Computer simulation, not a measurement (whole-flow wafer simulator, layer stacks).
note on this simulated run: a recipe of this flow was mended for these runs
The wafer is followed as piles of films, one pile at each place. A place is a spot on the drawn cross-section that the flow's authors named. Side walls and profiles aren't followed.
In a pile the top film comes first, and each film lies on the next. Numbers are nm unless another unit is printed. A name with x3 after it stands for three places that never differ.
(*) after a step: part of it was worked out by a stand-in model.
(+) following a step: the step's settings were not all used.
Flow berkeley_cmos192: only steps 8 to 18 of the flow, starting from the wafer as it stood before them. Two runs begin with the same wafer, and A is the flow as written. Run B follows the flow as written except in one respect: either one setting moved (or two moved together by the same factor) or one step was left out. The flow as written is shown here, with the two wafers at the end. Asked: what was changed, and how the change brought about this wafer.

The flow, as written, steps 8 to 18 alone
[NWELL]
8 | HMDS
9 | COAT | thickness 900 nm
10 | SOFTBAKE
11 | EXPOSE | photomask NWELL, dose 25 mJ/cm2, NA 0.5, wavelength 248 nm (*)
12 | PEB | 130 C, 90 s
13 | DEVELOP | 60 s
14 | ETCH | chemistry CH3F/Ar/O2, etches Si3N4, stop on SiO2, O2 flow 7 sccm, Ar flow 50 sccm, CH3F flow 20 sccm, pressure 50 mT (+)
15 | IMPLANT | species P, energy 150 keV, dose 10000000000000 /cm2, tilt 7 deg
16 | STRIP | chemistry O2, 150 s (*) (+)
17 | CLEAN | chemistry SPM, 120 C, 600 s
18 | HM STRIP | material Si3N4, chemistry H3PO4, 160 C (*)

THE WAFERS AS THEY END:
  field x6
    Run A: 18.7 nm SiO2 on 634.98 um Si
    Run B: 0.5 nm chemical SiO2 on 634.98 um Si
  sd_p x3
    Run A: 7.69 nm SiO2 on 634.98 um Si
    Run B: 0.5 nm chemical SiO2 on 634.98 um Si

The reason: step 18, HM STRIP: 171 C was run, though the flow has 160 C.

The path from the change to this, step by step:
  18 | HM STRIP | material Si3N4, chemistry H3PO4, 160 C (*)
      field x6: A Si3N4 loses 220 (all of it), SiO2 loses 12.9 | B chemical SiO2 gains 0.5 (new film), Si3N4 loses 220 (all of it), SiO2 loses 31.6 (all of it), Si loses 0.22
      sd_p x3: A SiO2 loses 20.3 | B chemical SiO2 gains 0.5 (new film), SiO2 loses 28 (all of it), Si loses 0.22
